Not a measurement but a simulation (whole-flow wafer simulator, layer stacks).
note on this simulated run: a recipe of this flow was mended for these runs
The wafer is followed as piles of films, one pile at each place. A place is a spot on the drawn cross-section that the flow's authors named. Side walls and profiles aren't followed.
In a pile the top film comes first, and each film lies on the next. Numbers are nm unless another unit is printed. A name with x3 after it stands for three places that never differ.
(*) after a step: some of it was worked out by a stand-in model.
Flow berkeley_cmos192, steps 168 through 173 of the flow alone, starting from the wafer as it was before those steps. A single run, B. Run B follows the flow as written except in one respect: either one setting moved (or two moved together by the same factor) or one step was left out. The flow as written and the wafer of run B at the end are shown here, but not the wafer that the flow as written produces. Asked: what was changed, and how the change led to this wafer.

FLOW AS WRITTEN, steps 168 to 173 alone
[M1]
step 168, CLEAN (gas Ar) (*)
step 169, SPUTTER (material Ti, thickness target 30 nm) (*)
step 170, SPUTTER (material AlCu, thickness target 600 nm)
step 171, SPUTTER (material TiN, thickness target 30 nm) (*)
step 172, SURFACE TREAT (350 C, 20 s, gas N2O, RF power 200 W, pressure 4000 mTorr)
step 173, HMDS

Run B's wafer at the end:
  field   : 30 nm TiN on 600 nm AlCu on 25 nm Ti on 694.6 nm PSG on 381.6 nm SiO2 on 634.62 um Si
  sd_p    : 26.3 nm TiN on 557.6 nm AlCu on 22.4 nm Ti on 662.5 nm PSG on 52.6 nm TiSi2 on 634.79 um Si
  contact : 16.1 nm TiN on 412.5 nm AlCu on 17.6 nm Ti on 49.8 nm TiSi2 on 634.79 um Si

Cause: step 169, SPUTTER: thickness target 25 nm was run, while the flow as written has thickness target 30 nm.
The wafer lets one read it off: field has Ti 25, and step 169 as written asks for 30 nm.

Step by step, how the change led to this:
  step 169, SPUTTER (material Ti, thickness target 30 nm) (*)
      field, sd_n, spacer_n, gate, spacer_p, gate_p, m1: Ti gains 25 (new film) (it would be, as written: Ti gains 30 (new film))
      sd_p: Ti gains 22.4 (new film) (it would be, as written: Ti gains 26.8 (new film))
      (also at 1 further place)
